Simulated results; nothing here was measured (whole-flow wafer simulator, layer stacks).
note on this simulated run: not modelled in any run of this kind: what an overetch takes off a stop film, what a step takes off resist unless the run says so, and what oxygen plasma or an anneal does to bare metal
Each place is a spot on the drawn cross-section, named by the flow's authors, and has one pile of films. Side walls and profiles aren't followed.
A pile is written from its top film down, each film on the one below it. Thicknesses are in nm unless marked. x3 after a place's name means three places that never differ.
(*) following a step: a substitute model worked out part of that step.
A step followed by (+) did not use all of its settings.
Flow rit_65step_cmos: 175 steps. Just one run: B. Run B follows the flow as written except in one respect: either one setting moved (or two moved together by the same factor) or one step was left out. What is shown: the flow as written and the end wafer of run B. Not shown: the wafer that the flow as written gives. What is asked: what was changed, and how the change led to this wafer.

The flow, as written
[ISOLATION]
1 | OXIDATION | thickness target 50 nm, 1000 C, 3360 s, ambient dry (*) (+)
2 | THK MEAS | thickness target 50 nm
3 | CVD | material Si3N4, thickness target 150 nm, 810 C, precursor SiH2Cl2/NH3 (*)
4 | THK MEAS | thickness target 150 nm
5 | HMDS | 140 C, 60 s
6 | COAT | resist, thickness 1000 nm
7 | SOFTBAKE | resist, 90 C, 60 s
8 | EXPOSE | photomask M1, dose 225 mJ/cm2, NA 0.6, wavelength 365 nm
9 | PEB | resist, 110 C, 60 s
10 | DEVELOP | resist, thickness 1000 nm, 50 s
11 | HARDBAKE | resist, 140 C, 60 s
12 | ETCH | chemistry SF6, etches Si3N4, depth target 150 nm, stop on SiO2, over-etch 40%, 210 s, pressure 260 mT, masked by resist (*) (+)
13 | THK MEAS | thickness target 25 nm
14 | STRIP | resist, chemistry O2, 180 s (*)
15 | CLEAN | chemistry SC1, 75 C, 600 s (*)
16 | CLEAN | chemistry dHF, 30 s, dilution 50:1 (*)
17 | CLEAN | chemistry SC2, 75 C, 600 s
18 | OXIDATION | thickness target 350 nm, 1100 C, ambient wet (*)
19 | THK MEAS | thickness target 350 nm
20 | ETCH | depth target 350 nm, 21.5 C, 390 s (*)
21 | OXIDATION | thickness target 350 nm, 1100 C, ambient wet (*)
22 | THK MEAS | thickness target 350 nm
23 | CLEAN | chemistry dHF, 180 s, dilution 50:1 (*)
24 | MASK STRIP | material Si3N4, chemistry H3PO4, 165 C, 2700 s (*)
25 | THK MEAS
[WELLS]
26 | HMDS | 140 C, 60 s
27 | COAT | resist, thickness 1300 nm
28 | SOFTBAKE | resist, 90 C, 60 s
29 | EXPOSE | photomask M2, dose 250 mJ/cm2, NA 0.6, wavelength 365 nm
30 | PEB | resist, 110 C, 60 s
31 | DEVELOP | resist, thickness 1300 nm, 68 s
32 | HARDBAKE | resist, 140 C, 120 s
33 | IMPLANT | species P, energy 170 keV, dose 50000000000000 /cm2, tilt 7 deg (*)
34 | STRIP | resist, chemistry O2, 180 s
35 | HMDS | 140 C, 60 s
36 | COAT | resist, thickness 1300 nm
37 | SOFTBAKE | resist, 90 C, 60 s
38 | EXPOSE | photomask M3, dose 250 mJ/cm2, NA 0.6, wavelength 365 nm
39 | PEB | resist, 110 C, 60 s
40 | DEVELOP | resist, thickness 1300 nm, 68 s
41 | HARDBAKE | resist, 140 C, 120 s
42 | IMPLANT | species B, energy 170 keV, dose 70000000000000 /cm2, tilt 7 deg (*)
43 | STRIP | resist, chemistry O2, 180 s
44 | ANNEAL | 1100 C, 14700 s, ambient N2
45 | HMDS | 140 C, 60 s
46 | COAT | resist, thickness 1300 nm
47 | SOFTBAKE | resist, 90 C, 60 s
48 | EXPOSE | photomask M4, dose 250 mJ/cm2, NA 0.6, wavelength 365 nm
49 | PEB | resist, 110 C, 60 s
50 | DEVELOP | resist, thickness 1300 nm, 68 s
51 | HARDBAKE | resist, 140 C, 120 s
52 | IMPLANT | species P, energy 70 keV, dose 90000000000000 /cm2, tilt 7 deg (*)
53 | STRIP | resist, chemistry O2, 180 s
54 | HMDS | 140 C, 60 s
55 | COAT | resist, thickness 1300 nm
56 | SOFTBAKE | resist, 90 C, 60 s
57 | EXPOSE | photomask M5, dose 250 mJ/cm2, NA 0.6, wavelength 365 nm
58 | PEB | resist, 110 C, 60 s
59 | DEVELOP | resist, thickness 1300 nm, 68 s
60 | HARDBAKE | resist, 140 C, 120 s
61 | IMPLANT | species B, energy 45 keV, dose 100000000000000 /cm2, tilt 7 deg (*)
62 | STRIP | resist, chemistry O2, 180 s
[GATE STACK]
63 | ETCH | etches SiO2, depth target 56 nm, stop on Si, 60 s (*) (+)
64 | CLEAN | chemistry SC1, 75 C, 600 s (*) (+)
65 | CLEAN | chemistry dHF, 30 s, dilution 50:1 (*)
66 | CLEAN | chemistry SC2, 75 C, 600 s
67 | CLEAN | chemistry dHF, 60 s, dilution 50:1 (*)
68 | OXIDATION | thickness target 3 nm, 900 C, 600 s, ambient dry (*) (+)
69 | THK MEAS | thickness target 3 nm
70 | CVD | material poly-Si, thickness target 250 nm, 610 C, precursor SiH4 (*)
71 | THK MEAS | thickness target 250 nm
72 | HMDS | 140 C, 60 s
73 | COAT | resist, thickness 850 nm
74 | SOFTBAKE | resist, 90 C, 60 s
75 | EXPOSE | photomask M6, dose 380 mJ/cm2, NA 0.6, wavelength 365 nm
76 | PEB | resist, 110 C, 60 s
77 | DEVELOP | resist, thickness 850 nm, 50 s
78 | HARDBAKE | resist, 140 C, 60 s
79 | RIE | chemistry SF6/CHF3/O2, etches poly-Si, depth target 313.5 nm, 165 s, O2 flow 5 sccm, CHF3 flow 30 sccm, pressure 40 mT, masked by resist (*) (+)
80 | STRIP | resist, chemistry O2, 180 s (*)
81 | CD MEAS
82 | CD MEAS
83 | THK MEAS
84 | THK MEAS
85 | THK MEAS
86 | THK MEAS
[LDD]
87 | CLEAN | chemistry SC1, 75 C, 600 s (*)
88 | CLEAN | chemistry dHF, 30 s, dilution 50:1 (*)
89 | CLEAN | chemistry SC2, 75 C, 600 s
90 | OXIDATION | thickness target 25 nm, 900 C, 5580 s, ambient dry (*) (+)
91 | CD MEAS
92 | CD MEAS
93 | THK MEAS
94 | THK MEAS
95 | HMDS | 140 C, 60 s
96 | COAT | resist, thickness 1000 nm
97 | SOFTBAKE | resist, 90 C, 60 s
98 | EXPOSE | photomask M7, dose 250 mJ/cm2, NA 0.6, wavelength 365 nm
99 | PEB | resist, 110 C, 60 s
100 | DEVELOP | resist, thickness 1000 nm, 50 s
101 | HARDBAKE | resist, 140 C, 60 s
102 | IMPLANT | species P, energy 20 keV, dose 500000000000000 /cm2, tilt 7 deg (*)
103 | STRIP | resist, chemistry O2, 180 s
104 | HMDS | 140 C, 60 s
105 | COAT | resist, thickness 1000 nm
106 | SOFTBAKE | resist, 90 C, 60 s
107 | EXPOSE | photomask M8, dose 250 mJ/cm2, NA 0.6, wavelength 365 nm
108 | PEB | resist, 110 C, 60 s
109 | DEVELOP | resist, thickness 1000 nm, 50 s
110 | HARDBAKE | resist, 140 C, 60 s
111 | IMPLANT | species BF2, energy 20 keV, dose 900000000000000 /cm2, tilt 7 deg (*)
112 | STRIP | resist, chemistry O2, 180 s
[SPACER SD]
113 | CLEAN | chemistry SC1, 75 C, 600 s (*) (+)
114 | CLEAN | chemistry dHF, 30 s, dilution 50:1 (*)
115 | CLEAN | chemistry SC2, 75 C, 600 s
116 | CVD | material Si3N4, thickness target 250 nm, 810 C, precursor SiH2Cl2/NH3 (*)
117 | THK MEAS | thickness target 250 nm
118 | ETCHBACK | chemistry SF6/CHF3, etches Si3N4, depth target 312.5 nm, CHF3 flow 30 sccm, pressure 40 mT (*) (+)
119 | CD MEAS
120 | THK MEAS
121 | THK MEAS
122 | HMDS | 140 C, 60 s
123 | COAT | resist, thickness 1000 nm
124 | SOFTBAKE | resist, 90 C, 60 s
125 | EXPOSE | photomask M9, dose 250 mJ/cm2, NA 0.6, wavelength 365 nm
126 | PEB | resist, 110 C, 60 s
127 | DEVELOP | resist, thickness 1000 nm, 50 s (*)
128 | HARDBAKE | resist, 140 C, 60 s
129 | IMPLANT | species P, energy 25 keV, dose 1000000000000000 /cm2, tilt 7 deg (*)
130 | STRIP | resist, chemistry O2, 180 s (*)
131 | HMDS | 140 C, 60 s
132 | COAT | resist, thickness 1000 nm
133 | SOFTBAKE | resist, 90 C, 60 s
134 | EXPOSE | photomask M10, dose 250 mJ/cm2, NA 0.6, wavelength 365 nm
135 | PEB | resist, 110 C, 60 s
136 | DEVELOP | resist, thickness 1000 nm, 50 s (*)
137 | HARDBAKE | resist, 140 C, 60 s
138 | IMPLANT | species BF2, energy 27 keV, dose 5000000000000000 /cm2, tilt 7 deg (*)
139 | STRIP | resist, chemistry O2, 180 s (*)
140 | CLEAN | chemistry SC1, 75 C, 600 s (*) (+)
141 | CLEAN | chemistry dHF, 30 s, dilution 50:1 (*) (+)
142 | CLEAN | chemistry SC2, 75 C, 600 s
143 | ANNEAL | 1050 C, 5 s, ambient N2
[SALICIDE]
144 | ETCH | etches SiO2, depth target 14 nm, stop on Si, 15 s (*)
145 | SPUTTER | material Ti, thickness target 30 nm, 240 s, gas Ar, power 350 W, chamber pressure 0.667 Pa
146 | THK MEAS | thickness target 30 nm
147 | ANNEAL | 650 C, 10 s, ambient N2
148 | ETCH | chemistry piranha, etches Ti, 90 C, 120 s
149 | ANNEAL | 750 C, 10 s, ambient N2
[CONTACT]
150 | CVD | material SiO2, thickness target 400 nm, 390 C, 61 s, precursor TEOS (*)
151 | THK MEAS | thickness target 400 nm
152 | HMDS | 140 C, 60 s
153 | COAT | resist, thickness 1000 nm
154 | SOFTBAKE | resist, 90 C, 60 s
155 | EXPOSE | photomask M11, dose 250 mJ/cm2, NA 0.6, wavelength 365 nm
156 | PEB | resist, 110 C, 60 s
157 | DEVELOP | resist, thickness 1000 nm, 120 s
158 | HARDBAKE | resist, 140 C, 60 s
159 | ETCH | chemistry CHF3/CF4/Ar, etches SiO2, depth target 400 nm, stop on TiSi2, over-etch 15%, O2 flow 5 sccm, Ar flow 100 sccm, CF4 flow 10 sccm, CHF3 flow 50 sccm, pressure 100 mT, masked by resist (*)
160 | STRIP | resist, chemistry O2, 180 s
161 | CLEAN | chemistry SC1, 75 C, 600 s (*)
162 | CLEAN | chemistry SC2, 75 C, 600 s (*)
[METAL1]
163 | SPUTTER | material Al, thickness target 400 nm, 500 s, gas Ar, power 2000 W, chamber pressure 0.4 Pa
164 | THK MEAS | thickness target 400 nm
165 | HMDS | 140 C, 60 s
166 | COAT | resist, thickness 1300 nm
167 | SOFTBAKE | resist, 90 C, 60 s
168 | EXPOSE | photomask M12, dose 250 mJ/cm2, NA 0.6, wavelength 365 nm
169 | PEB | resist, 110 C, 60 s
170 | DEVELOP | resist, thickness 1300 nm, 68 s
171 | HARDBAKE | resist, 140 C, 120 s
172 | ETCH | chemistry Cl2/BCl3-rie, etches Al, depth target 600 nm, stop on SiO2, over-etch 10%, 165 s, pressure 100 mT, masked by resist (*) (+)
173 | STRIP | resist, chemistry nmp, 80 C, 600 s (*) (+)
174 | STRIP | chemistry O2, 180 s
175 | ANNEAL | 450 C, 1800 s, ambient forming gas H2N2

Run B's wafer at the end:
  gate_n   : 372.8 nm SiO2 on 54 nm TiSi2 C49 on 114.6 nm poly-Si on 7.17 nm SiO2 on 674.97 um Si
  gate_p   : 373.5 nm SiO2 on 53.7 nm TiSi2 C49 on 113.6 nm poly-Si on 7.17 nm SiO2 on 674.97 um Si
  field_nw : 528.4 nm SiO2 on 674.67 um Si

The reason: step 149, ANNEAL: 694 C was run, while the flow as written has 750 C.

The path from the change to this, step by step:
  149 | ANNEAL | 750 C, 10 s, ambient N2
      gate_n: -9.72 TiSi first (all of it), +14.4 TiSi2 C49, -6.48 poly-Si (as written it would have been: +50.8 TiSi2 (new film), -9.72 TiSi first (all of it), -39.5 TiSi2 C49 (all of it), -6.48 poly-Si)
      gate_p: -9.46 TiSi first (all of it), +14.1 TiSi2 C49, -6.31 poly-Si (as written it would have been: +50.6 TiSi2 (new film), -9.46 TiSi first (all of it), -39.6 TiSi2 C49 (all of it), -6.31 poly-Si)
